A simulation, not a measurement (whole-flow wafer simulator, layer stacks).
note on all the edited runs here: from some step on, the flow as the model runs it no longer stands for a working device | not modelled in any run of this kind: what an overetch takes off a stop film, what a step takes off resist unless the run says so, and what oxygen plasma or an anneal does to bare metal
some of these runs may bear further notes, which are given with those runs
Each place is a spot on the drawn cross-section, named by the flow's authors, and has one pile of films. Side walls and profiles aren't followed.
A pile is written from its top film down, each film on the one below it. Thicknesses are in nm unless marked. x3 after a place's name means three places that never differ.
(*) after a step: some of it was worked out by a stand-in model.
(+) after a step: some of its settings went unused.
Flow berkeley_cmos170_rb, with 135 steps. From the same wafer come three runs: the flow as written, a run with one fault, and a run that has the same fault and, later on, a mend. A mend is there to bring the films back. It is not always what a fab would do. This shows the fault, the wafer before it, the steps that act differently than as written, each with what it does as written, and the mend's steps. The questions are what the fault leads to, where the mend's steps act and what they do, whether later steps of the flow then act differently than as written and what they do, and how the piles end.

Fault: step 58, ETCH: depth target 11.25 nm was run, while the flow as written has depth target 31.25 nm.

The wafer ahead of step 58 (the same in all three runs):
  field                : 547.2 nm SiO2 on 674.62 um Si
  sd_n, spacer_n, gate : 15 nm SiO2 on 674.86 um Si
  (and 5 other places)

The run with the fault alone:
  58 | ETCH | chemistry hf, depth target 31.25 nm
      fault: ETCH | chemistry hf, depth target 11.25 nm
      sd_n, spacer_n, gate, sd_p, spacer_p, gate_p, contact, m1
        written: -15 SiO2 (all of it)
        fault: -11.2 SiO2
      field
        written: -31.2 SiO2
        fault: -11.2 SiO2
  Later steps of the flow acting differently than as written (29 other steps are not shown; they differ only slightly, by no more than 2% or 0.5 nm, whichever is larger):
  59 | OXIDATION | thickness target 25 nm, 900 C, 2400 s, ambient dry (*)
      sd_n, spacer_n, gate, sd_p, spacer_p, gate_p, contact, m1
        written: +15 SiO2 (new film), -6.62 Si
        fault: +12 SiO2, -5.3 Si
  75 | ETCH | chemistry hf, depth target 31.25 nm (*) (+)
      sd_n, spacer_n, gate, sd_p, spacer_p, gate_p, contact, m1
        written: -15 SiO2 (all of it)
        fault: -15.8 SiO2 (all of it)
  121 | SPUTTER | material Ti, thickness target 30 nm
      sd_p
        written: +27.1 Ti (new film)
        fault: +25.5 Ti (new film)
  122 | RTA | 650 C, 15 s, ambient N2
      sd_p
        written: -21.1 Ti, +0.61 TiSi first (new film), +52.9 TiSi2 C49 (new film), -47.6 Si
        fault: -19.9 Ti, +50.5 TiSi2 C49 (new film), -45.1 Si
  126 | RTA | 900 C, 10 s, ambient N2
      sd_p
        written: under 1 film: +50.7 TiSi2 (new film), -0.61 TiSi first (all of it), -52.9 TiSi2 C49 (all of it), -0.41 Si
        fault: under 1 film: +47.6 TiSi2 (new film), -50.5 TiSi2 C49 (all of it)
  By the end, the piles at sd_p depart from the flow's by more than 2% or 0.5 nm, whichever is larger.
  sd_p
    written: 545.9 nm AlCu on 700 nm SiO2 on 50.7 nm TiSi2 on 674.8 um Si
    fault: 541.4 nm AlCu on 700 nm SiO2 on 47.6 nm TiSi2 on 674.81 um Si

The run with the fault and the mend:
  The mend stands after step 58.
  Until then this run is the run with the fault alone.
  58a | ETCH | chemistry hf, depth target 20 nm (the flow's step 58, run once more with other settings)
      sd_n, spacer_n, gate, sd_p, spacer_p, gate_p, contact, m1
        -3.79 SiO2 (all of it)
      field
        -20 SiO2
  None of the later steps of the flow differs from how it acts as written, at any place that is followed, by more than 2% or 0.5 nm, whichever is larger.
  At every place that both follow, the piles at the end match the flow's.
